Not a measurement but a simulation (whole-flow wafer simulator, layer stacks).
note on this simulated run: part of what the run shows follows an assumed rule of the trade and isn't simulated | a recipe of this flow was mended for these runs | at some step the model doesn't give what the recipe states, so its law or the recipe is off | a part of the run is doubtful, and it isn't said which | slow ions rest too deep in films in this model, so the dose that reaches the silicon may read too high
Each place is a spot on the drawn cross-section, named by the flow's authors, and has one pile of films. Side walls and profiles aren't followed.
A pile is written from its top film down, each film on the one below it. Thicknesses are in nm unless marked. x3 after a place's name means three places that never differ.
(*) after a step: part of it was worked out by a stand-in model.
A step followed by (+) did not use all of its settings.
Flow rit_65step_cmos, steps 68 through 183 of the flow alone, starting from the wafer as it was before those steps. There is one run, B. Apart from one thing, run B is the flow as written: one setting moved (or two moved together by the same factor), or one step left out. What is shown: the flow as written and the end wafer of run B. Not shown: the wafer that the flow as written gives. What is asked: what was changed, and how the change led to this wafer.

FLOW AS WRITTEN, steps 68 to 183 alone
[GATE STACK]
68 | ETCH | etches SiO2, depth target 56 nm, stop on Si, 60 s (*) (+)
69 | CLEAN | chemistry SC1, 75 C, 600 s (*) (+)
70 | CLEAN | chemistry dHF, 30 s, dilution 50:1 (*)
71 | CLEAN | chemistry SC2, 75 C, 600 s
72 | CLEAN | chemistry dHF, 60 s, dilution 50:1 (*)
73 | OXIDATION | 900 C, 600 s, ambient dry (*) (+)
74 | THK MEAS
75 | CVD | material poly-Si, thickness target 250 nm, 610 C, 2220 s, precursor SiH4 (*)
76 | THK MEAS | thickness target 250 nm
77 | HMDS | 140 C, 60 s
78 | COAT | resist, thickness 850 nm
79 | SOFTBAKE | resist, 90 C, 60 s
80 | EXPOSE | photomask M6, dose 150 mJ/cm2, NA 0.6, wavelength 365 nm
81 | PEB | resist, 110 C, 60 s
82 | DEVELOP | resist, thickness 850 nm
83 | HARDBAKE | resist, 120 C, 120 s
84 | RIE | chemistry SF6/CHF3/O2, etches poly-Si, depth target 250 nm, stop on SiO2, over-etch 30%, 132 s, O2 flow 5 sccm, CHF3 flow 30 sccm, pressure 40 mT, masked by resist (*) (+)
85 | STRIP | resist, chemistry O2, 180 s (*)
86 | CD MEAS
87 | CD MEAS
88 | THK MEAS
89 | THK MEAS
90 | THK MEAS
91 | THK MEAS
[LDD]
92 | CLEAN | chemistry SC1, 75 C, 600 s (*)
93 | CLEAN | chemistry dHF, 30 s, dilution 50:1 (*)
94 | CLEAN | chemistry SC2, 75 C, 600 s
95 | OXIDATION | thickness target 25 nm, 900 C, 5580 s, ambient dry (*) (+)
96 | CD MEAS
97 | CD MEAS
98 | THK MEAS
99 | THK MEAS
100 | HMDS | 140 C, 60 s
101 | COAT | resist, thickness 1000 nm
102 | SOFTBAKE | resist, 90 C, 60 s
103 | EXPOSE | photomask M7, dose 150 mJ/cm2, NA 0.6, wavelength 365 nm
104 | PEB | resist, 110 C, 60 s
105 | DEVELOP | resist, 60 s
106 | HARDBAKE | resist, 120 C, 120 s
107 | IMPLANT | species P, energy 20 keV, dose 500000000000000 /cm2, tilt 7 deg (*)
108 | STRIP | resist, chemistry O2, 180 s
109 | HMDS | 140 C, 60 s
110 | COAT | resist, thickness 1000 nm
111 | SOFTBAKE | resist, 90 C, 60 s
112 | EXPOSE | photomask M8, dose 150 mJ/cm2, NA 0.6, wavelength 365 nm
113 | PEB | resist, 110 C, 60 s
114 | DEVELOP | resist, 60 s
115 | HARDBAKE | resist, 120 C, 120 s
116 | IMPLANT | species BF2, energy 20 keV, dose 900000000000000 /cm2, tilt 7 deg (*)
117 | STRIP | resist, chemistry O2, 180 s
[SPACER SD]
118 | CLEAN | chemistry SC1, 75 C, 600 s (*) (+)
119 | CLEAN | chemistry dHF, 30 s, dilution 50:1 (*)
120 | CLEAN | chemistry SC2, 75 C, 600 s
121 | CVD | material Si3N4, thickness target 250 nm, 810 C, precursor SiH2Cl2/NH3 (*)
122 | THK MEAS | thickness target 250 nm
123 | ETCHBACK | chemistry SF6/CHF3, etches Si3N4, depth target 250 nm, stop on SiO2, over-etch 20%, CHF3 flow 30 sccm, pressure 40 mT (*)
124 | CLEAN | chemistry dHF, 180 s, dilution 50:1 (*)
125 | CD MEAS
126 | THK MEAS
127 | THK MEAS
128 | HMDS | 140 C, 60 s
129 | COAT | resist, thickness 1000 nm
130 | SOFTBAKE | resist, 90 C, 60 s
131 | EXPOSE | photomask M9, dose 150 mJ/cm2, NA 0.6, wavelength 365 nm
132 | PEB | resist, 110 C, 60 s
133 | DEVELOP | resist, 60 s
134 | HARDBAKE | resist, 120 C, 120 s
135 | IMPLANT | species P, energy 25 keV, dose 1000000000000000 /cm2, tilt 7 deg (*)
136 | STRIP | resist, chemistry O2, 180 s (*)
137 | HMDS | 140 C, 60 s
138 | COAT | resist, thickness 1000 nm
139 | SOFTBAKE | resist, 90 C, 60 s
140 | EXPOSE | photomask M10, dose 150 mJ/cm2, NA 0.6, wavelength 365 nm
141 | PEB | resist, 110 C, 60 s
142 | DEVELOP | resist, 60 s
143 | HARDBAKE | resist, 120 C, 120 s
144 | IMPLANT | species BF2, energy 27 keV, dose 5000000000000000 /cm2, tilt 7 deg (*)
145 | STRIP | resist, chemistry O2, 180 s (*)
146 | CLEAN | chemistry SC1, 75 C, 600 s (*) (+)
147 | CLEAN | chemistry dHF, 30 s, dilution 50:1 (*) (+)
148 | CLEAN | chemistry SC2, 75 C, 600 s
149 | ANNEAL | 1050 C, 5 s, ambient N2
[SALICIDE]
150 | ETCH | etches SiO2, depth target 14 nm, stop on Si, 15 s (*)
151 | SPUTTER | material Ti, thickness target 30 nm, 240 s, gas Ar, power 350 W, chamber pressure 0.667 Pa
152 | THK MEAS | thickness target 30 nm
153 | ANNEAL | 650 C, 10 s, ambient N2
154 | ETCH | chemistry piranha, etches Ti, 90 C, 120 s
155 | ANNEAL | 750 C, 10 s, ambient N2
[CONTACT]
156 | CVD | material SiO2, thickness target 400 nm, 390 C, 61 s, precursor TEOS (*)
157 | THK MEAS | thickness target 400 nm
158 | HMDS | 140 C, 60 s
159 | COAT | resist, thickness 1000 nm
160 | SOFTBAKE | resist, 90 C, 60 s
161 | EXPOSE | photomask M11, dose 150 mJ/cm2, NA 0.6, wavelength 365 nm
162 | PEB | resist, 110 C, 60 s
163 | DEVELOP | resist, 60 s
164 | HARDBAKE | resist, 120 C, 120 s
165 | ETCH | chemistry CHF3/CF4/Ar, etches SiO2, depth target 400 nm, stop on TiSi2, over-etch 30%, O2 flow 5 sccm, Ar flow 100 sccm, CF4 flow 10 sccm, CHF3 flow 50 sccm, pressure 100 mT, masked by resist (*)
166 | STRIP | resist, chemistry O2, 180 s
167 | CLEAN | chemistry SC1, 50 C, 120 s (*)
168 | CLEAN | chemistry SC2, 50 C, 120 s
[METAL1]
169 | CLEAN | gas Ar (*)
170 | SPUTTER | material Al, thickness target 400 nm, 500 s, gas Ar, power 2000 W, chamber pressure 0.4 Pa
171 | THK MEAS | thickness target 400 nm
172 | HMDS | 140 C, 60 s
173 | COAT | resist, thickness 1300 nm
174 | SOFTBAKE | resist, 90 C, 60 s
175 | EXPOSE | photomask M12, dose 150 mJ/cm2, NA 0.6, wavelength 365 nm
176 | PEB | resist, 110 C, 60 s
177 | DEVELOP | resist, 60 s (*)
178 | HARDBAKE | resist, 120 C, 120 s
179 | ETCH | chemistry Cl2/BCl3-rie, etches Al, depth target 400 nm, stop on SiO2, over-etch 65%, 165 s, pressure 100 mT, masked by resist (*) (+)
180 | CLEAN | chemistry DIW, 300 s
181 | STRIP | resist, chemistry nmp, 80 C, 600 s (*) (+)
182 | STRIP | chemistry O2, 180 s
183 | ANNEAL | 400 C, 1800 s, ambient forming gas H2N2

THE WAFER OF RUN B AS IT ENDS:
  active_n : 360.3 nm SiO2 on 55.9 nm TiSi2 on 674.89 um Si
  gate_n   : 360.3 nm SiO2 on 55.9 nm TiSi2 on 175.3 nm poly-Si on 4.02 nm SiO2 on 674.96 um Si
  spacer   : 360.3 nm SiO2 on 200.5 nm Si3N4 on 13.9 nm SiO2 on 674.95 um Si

What caused this: step 73, OXIDATION: 200 s was run, while the flow as written has 600 s.

How this came from the change, step by step:
  73 | OXIDATION | 900 C, 600 s, ambient dry (*) (+)
      active_n, active_p, gate_n and 7 more: +4.02 SiO2 (new film), -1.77 Si (as written it would have been: +7.17 SiO2 (new film), -3.16 Si)
  92 | CLEAN | chemistry SC1, 75 C, 600 s (*)
      active_n, active_p, spacer, spacer_p, sd_n, sd_p, contact, m1: +0.6 chemical SiO2 (new film), -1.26 SiO2 (all of it), -2.15 Si (as written it would have been: -2.05 SiO2)
  93 | CLEAN | chemistry dHF, 30 s, dilution 50:1 (*)
      active_n, active_p, spacer, spacer_p, sd_n, sd_p, contact, m1: -0.6 chemical SiO2 (all of it) (as written it would have been: -2.36 SiO2 (all of it))
  123 | ETCHBACK | chemistry SF6/CHF3, etches Si3N4, depth target 250 nm, stop on SiO2, over-etch 20%, CHF3 flow 30 sccm, pressure 40 mT (*)
      spacer, spacer_p: -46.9 Si3N4 (as written it would have been: -45.9 Si3N4)
